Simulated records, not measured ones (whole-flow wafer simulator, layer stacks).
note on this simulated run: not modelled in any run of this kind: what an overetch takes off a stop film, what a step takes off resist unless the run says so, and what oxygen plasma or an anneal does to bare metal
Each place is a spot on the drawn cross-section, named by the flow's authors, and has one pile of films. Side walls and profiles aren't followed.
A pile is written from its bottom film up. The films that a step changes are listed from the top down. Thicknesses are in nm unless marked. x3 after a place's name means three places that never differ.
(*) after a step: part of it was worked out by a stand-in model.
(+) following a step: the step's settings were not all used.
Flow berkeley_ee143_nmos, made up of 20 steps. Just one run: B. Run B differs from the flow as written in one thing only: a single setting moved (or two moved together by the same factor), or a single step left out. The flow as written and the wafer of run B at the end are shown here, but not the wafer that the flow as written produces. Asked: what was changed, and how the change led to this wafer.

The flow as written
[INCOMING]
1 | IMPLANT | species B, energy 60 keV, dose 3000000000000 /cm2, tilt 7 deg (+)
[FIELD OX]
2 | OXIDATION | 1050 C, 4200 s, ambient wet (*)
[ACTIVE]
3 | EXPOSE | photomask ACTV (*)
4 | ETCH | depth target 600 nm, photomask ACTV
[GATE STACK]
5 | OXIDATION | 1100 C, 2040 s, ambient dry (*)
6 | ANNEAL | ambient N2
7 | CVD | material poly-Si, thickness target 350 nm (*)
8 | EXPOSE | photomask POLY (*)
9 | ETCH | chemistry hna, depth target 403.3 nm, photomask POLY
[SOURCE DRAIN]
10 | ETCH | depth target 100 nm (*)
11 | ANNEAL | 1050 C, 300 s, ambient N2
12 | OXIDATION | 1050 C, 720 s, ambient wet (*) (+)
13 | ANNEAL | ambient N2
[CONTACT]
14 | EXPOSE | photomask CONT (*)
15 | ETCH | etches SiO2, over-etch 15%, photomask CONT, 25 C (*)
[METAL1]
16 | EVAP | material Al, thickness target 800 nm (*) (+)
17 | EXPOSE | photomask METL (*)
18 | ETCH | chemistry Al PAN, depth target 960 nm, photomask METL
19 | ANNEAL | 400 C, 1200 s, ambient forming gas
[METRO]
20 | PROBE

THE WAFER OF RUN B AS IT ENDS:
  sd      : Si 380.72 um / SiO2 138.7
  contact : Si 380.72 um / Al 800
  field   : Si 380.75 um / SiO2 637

The reason: step 9, ETCH: depth target 324 nm was run, though the flow has depth target 403.3 nm.

Step by step, how the change led to this:
  9 | ETCH | chemistry hna, depth target 403.3 nm, photomask POLY
      sd, contact, field: -324 poly-Si (as written it would have been: -350 poly-Si (all of it))
  10 | ETCH | depth target 100 nm (*)
      sd, contact: nothing (as written it would have been: -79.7 SiO2 (all of it))
      field: nothing (as written it would have been: -100 SiO2)
  12 | OXIDATION | 1050 C, 720 s, ambient wet (*) (+)
      sd, contact: -26 poly-Si (all of it), +59.1 SiO2 (as written it would have been: +189.4 SiO2 (new film), -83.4 Si)
      field: -26 poly-Si (all of it), +59.1 SiO2 (as written it would have been: +69.1 SiO2, -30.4 Si)
  15 | ETCH | etches SiO2, over-etch 15%, photomask CONT, 25 C (*)
      contact: -138.7 SiO2 (all of it) (as written it would have been: -189.4 SiO2 (all of it))
